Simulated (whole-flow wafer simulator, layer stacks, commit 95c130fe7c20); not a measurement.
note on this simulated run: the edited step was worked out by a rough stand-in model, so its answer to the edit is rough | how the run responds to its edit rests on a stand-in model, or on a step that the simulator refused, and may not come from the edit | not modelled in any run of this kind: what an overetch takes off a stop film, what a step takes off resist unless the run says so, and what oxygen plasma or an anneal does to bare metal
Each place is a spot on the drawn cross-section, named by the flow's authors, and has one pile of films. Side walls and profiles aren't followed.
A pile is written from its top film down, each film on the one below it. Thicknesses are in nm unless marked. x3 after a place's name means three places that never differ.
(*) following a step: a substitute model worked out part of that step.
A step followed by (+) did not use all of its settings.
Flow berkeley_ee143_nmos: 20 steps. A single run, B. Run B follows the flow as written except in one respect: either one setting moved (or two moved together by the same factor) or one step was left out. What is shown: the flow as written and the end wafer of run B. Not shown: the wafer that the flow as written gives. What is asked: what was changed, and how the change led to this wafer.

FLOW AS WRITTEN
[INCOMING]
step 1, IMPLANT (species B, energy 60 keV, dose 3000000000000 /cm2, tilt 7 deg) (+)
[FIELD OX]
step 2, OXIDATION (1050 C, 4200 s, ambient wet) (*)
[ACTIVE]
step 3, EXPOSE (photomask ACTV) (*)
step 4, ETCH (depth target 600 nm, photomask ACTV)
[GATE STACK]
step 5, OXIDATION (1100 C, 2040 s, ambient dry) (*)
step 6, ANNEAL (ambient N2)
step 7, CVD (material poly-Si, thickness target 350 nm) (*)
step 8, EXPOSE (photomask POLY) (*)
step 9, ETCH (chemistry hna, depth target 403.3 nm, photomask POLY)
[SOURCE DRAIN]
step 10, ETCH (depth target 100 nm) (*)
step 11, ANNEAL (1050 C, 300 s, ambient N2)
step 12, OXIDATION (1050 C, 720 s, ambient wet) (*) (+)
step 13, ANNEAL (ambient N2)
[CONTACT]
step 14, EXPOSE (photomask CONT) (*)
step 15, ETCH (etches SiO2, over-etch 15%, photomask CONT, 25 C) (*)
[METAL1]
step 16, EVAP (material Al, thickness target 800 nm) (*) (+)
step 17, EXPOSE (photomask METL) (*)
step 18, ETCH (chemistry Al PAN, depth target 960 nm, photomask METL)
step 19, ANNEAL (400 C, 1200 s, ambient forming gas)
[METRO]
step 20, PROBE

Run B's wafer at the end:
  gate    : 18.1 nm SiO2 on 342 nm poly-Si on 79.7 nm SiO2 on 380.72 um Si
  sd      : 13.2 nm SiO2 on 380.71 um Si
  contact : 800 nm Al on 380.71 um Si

Cause: step 12, OXIDATION: 840 C was run, though the flow has 1050 C.

How this came from the change, step by step:
  step 12, OXIDATION (1050 C, 720 s, ambient wet) (*) (+)
      sd, contact: +13.2 SiO2 (new film), -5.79 Si (in the flow as written it would be: +189.4 SiO2 (new film), -83.4 Si)
      gate: +18.1 SiO2 (new film), -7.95 poly-Si (in the flow as written it would be: +217.6 SiO2 (new film), -95.7 poly-Si)
      (and at 1 other place as well)
  step 15, ETCH (etches SiO2, over-etch 15%, photomask CONT, 25 C) (*)
      contact: -13.2 SiO2 (all of it) (in the flow as written it would be: -189.4 SiO2 (all of it))
